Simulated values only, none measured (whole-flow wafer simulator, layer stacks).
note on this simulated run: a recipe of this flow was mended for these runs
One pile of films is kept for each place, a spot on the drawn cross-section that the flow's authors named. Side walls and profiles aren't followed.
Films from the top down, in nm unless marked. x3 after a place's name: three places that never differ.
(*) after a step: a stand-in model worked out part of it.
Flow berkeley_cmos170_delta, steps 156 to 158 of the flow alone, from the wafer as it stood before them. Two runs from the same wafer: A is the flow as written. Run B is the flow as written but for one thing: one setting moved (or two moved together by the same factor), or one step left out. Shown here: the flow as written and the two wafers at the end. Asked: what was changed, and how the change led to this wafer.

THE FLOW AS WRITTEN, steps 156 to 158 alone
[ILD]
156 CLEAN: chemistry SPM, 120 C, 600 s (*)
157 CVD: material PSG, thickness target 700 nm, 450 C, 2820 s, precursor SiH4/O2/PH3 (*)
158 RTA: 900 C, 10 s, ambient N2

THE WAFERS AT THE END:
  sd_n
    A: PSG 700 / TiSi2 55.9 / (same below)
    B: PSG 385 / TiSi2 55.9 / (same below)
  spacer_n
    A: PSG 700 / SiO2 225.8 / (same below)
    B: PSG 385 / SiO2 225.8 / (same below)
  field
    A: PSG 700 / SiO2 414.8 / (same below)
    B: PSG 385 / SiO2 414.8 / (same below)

The cause: step 157, CVD: thickness target 385 nm was run, where the flow has thickness target 700 nm; step 157, CVD: 1551 s was run, where the flow has 2820 s.
It can be read off the wafer: sd_n has PSG 385, and step 157 as written asks for 700 nm.

How the change led to this, step by step:
  157 CVD: material PSG, thickness target 700 nm, 450 C, 2820 s, precursor SiH4/O2/PH3 (*)
      field, sd_n, spacer_n, gate, spacer_p, gate_p, contact x2: A PSG +700 (new film) | B PSG +385 (new film)
      sd_p: A PSG +659.7 (new film) | B PSG +366 (new film)
